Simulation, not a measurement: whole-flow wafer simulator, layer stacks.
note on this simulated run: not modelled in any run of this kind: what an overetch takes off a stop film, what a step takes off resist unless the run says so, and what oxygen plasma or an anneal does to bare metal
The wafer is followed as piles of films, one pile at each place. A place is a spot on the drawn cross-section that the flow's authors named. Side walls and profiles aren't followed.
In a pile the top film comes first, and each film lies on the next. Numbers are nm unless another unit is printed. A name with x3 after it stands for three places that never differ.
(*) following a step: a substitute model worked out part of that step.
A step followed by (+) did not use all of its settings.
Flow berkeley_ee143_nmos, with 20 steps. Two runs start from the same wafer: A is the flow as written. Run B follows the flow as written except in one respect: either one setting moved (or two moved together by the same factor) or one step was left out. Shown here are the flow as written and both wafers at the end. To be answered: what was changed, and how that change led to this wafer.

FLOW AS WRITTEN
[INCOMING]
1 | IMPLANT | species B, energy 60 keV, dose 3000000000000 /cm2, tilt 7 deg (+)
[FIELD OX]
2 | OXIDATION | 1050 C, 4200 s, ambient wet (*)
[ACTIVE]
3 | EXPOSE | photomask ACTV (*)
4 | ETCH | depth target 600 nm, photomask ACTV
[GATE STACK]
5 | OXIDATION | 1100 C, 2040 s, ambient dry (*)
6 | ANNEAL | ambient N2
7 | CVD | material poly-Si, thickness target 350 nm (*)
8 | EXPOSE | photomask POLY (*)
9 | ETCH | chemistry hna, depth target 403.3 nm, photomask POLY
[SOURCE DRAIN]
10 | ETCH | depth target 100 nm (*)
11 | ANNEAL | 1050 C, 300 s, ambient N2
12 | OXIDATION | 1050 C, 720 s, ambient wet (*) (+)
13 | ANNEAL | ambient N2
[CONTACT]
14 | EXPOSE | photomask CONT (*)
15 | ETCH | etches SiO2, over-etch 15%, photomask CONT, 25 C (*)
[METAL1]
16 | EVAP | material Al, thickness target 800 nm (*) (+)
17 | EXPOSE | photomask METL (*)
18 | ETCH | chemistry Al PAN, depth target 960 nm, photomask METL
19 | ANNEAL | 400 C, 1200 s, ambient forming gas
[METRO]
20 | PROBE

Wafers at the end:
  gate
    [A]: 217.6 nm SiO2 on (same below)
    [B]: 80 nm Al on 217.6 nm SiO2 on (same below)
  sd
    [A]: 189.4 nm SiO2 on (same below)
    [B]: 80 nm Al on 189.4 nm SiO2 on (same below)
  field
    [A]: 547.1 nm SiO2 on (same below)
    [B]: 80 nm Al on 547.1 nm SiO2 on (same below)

What caused this: step 18, ETCH: depth target 720 nm was run, while the flow as written has depth target 960 nm.

How this came from the change, step by step:
  18 | ETCH | chemistry Al PAN, depth target 960 nm, photomask METL
      gate, sd, field: A -800 Al (all of it) | B -720 Al
If metal films that touch count as one body, gate has 1 body; the flow as written gives 0 bodies.
If metal films that touch count as one body, sd has 1 body; the flow as written gives 0 bodies.
If metal films that touch count as one body, field has 1 body; the flow as written gives 0 bodies.
